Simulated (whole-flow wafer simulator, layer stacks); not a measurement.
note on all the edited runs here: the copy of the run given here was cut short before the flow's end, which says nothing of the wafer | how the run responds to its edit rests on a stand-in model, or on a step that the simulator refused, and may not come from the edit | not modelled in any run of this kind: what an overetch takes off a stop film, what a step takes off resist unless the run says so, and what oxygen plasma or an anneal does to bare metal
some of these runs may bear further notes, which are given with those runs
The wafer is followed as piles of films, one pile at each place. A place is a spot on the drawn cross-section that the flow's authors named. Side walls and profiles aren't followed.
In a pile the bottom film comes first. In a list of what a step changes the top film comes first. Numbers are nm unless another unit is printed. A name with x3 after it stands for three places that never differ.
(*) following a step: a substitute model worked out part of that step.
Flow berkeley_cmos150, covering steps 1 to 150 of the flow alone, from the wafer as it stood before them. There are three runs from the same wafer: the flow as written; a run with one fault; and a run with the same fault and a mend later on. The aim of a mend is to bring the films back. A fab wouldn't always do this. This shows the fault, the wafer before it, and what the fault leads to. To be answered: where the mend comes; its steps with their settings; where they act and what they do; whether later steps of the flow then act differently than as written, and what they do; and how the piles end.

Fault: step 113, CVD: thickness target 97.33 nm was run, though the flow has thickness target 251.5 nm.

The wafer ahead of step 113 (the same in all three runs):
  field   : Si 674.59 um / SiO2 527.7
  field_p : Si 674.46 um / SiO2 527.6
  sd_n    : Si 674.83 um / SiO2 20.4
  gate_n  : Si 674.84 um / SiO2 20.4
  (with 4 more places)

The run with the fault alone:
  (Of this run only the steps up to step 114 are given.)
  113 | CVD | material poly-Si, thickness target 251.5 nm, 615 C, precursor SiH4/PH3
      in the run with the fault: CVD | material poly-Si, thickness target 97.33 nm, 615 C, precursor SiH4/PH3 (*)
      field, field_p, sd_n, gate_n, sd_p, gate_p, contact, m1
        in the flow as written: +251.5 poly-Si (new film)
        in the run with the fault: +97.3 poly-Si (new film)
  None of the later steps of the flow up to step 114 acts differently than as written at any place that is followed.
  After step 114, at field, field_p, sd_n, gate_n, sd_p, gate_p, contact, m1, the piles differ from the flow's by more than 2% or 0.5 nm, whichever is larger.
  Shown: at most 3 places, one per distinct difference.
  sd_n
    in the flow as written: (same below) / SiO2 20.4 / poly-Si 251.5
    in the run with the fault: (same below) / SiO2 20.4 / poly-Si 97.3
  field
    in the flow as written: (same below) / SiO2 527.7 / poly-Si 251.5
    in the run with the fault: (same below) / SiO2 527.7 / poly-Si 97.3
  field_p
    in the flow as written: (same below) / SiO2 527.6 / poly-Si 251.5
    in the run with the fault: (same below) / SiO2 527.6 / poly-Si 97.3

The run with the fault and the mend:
  The mend follows step 113.
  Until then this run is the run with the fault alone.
  113a | CVD | material poly-Si, thickness target 154.2 nm, 615 C, precursor SiH4/PH3 (*) (a further turn of the flow's step 113, with different settings)
      field, field_p, sd_n, gate_n, sd_p, gate_p, contact, m1
        +154.2 poly-Si
  None of the later steps of the flow differs from how it acts as written, at any place that is followed, by more than 2% or 0.5 nm, whichever is larger.
  When the end is reached, the piles differ only a little from the flow's at the places that both follow, at most by 2% or 0.5 nm, whichever is larger.
